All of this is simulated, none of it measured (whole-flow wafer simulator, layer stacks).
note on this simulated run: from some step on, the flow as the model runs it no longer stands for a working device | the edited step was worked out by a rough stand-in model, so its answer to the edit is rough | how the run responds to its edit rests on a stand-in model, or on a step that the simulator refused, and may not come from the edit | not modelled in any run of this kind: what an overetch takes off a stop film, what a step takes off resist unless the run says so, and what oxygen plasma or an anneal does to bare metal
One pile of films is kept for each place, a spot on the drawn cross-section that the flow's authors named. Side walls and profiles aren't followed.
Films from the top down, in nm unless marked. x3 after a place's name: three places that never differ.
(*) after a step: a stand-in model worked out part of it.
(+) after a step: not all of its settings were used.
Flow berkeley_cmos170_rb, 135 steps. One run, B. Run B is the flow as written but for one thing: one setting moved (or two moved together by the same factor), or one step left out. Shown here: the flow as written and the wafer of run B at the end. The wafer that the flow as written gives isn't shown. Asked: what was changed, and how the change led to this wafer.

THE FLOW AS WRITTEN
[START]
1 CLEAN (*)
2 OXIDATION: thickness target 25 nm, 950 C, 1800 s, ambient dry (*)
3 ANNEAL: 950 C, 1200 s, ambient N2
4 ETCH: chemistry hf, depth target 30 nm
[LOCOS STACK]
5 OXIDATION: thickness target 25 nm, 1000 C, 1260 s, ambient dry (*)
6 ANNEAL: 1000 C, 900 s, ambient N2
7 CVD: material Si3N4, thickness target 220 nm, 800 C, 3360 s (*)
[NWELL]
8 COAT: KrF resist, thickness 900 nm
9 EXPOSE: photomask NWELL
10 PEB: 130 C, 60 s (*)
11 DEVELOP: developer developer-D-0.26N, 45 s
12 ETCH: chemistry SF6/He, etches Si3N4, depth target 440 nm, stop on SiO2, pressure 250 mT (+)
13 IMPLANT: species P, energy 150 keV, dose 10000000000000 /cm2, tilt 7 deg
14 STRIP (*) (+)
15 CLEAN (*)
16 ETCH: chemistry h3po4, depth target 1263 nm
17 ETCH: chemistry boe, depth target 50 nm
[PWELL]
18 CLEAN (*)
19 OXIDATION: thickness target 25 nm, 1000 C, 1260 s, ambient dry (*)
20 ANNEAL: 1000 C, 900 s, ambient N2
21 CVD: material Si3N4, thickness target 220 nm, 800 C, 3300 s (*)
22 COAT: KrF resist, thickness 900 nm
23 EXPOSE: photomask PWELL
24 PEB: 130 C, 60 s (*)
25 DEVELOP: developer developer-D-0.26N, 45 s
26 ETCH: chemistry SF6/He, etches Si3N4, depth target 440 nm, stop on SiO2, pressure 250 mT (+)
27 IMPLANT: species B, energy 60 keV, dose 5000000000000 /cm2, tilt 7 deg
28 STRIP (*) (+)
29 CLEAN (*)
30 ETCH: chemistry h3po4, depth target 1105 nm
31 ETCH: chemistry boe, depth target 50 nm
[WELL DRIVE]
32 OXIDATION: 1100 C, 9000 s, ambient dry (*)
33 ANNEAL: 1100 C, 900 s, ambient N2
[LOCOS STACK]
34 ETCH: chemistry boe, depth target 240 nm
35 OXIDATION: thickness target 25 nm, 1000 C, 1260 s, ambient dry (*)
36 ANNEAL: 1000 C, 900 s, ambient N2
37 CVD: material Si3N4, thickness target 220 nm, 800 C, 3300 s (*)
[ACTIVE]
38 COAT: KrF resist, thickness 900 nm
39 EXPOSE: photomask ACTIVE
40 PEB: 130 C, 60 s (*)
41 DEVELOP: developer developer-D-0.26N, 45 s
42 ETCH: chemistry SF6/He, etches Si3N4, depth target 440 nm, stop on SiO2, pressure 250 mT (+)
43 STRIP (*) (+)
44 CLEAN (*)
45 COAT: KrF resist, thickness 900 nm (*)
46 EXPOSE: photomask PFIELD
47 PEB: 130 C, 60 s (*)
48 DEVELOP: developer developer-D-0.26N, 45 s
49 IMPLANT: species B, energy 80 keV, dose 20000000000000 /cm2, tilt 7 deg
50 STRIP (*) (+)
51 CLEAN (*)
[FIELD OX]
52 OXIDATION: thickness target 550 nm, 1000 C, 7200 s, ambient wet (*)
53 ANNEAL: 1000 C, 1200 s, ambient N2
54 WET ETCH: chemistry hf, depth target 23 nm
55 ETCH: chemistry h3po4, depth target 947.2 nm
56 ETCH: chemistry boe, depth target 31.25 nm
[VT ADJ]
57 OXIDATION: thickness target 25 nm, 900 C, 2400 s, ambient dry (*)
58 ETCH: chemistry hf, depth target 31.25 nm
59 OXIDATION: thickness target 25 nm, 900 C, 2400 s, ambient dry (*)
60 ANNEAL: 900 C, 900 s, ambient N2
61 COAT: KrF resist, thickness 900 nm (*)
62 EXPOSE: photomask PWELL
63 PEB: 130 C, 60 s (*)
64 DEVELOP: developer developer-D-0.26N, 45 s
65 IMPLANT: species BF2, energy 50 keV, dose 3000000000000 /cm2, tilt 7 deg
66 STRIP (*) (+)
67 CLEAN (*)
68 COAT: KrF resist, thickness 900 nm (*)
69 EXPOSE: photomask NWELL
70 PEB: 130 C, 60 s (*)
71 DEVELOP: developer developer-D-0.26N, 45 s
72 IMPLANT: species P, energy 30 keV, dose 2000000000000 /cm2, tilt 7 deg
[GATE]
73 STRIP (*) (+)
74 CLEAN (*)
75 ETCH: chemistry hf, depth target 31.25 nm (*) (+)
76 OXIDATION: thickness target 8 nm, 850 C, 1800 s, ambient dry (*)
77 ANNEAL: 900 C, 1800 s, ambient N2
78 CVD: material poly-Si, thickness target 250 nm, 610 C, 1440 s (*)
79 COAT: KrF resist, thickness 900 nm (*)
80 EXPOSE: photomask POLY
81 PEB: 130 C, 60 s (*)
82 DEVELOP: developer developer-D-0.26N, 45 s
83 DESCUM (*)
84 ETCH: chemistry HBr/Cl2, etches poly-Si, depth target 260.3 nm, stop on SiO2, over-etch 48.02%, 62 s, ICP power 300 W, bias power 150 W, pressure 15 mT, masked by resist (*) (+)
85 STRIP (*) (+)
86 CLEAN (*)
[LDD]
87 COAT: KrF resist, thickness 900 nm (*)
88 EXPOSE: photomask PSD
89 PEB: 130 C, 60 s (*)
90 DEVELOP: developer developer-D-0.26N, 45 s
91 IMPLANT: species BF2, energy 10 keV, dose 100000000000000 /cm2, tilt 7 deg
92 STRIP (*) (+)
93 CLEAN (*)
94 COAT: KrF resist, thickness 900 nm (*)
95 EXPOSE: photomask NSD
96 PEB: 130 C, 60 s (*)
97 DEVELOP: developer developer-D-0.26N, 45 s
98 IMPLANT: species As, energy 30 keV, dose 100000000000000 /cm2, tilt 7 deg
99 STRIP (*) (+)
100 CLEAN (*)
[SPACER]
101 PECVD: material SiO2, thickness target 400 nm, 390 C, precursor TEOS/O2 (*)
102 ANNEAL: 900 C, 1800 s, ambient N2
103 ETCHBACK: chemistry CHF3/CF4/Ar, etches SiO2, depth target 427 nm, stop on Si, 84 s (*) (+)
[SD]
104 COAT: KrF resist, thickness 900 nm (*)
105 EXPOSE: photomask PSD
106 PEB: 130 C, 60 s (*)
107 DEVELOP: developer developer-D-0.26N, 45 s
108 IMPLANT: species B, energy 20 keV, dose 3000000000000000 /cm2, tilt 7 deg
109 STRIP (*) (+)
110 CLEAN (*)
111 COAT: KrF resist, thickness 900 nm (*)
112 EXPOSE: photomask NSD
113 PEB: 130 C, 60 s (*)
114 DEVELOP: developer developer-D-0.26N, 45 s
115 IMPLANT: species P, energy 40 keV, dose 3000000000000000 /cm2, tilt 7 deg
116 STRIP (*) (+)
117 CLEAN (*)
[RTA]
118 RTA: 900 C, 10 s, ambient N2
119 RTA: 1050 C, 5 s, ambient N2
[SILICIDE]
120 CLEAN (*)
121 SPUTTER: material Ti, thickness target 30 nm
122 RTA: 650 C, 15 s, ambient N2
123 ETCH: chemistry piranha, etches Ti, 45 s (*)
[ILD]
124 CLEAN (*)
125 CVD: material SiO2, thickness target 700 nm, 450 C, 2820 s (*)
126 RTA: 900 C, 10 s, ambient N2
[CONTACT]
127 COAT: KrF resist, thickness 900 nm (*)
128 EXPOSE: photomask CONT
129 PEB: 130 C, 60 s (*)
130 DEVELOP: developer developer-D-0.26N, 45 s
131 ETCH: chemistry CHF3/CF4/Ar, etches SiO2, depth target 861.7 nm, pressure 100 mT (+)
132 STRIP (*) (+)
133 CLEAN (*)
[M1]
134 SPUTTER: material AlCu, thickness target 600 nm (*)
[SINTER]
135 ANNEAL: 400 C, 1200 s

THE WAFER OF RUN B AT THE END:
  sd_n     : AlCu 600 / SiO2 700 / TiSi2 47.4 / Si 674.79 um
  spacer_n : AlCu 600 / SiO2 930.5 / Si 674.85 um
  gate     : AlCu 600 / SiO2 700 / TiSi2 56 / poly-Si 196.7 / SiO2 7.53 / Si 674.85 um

The cause: step 37, CVD: 1320 s was run, where the flow has 3300 s.

How the change led to this, step by step:
  37 CVD: material Si3N4, thickness target 220 nm, 800 C, 3300 s (*)
      field, sd_n, spacer_n and 6 more: Si3N4 +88 (new film) (as written it would be: Si3N4 +220 (new film))
  42 ETCH: chemistry SF6/He, etches Si3N4, depth target 440 nm, stop on SiO2, pressure 250 mT (+)
      sd_n, spacer_n, gate, sd_p, spacer_p, gate_p, contact, m1: KrF resist -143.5 (as written it would be: KrF resist -358.7)
      field: Si3N4 -88 (all of it) (as written it would be: Si3N4 -220 (all of it))
  43 STRIP (*) (+)
      sd_n, spacer_n, gate, sd_p, spacer_p, gate_p, contact, m1: KrF resist -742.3 (all of it) (as written it would be: KrF resist -527.1 (all of it))
  45 COAT: KrF resist, thickness 900 nm (*)
      field: KrF resist +966.9 (new film) (as written it would be: KrF resist +1066.8 (new film))
      sd_n: KrF resist +881.9 (new film) (as written it would be: KrF resist +854.5 (new film))
      (and at 3 more places)
  48 DEVELOP: developer developer-D-0.26N, 45 s
      field: KrF resist -966.9 (all of it) (as written it would be: KrF resist -1066.8 (all of it))
  50 STRIP (*) (+)
      sd_n: KrF resist -867.7 (all of it) (as written it would be: KrF resist -840.3 (all of it))
      sd_p: KrF resist -871.6 (all of it) (as written it would be: KrF resist -850.3 (all of it))
      (and at 2 more places)
  52 OXIDATION: thickness target 550 nm, 1000 C, 7200 s, ambient wet (*)
      gate: SiO2 +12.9 (new film), Si3N4 -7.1 (as written it would be: SiO2 +12.9 (new film), Si3N4 -7.1, SiO2 +0.08, Si -0.08)
      contact: SiO2 +12.9 (new film), Si3N4 -7.1, SiO2 +0.14, Si -0.06 (as written it would be: SiO2 +12.9 (new film), Si3N4 -7.1)
      (and at 3 more places)
  55 ETCH: chemistry h3po4, depth target 947.2 nm
      sd_n, spacer_n, gate, sd_p, spacer_p, gate_p, contact, m1: Si3N4 -80.9 (all of it) (as written it would be: Si3N4 -212.9 (all of it))
  56 ETCH: chemistry boe, depth target 31.25 nm
      sd_n: SiO2 -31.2 (as written it would be: SiO2 -28.8 (all of it))
      sd_p: SiO2 -31.2 (as written it would be: SiO2 -26.6 (all of it))
      (and at 1 more place)
  57 OXIDATION: thickness target 25 nm, 900 C, 2400 s, ambient dry (*)
      sd_n: SiO2 +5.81, Si -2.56 (as written it would be: SiO2 +15 (new film), Si -6.62)
      sd_p: SiO2 +12.4, Si -5.46 (as written it would be: SiO2 +15 (new film), Si -6.62)
      (and at 1 more place)
  58 ETCH: chemistry hf, depth target 31.25 nm
      sd_n, m1: SiO2 -31.2 (as written it would be: SiO2 -15 (all of it))
      sd_p: SiO2 -20.7 (all of it) (as written it would be: SiO2 -15 (all of it))
  59 OXIDATION: thickness target 25 nm, 900 C, 2400 s, ambient dry (*)
      sd_n: SiO2 +9.12, Si -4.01 (as written it would be: SiO2 +15 (new film), Si -6.62)
      m1: SiO2 +5.92, Si -2.61 (as written it would be: SiO2 +15 (new film), Si -6.62)
  75 ETCH: chemistry hf, depth target 31.25 nm (*) (+)
      m1: SiO2 -31.2 (as written it would be: SiO2 -15 (all of it))
      sd_n: SiO2 -28.7 (all of it) (as written it would be: SiO2 -15 (all of it))
  76 OXIDATION: thickness target 8 nm, 850 C, 1800 s, ambient dry (*)
      m1: SiO2 +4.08, Si -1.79 (as written it would be: SiO2 +7.53 (new film), Si -3.31)
  103 ETCHBACK: chemistry CHF3/CF4/Ar, etches SiO2, depth target 427 nm, stop on Si, 84 s (*) (+)
      m1: SiO2 -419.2 (all of it) (as written it would be: SiO2 -406.1 (all of it))
  121 SPUTTER: material Ti, thickness target 30 nm
      sd_n: Ti +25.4 (new film) (as written it would be: Ti +30 (new film))
  ... 3 more steps ...
  132 STRIP (*) (+)
      m1: KrF resist -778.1 (all of it) (as written it would be: KrF resist -760.7 (all of it))
